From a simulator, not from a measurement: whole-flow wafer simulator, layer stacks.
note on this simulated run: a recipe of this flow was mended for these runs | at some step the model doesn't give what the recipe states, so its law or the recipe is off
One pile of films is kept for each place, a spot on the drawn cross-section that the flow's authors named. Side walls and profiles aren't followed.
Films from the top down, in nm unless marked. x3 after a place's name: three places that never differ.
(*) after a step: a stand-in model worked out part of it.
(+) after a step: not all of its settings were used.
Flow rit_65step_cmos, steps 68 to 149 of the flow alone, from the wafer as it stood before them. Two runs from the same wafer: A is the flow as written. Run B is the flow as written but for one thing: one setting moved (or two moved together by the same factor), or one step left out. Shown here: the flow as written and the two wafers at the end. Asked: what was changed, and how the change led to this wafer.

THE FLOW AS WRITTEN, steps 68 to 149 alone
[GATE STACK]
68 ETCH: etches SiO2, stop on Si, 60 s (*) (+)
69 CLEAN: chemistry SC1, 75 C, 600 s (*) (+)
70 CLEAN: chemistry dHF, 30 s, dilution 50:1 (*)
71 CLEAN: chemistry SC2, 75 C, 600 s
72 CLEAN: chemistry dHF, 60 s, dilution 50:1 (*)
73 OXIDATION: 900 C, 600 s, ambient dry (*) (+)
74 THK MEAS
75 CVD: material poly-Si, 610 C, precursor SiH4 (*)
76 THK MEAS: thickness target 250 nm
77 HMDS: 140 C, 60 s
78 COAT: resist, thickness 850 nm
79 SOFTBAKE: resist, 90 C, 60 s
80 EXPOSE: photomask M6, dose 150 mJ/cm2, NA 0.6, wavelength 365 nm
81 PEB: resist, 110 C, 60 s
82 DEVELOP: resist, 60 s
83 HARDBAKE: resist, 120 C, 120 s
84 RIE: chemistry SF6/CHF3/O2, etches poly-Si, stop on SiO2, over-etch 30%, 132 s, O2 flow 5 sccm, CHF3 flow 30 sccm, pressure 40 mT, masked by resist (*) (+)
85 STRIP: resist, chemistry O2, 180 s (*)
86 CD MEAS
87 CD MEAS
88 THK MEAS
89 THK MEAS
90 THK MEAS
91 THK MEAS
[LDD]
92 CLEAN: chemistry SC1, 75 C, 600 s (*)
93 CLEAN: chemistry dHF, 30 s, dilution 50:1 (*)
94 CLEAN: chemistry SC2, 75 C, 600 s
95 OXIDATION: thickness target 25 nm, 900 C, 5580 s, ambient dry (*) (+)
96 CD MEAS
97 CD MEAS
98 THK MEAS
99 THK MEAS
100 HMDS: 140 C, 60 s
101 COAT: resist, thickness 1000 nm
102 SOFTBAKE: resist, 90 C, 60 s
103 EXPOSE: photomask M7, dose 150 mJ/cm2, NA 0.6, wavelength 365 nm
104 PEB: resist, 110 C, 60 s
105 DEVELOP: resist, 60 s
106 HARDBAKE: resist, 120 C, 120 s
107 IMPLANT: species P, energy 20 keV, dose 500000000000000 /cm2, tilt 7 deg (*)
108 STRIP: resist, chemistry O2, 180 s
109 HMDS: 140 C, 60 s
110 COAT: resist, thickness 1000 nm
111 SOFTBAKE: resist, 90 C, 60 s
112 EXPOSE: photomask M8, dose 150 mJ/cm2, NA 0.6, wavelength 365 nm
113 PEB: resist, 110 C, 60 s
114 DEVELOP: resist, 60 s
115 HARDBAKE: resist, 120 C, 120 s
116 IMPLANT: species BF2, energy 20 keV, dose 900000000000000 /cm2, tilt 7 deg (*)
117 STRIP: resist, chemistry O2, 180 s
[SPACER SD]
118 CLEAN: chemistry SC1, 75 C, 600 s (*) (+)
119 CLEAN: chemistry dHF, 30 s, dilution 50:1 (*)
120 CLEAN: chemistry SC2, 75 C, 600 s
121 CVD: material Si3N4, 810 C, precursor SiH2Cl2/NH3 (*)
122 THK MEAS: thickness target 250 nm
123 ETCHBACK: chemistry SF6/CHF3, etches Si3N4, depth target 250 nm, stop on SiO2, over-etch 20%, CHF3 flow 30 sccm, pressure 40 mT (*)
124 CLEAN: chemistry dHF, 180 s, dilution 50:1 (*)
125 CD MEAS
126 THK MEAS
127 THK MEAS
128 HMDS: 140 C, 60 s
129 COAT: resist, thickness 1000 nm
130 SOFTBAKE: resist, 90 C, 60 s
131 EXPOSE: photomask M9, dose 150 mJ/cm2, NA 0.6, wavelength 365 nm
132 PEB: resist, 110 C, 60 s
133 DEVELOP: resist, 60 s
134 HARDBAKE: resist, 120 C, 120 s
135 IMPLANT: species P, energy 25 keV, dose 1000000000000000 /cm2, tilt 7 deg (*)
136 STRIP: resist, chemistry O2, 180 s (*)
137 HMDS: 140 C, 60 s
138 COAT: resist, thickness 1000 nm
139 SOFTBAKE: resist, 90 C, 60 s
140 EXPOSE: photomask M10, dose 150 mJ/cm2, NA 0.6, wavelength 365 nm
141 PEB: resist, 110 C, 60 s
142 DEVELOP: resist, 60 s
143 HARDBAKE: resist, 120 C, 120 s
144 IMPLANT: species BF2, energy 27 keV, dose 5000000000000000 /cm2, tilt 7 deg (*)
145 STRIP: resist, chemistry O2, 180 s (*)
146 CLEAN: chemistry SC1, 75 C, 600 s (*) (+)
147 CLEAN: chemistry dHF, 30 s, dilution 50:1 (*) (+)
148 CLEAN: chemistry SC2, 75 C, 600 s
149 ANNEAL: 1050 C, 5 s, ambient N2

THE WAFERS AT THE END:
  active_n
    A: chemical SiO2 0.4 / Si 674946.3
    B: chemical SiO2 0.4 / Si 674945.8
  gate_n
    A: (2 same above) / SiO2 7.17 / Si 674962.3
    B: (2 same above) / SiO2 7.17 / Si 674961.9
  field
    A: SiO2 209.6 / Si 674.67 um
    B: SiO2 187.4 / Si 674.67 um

The cause: step 68, ETCH: 84 s was run, where the flow has 60 s.

How the change led to this, step by step:
  68 ETCH: etches SiO2, stop on Si, 60 s (*) (+)
      field, field_pw, field_nw, field_p: A SiO2 -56 | B SiO2 -78.4
  72 CLEAN: chemistry dHF, 60 s, dilution 50:1 (*)
      field_nw, field_p: A SiO2 -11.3 | B SiO2 -10.2
  106 HARDBAKE: resist, 120 C, 120 s
      field_p: A resist -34 | B resist -34.7
  115 HARDBAKE: resist, 120 C, 120 s
      field: A resist -33.8 | B resist -34.5
  143 HARDBAKE: resist, 120 C, 120 s
      field: A resist -34 | B resist -34.7
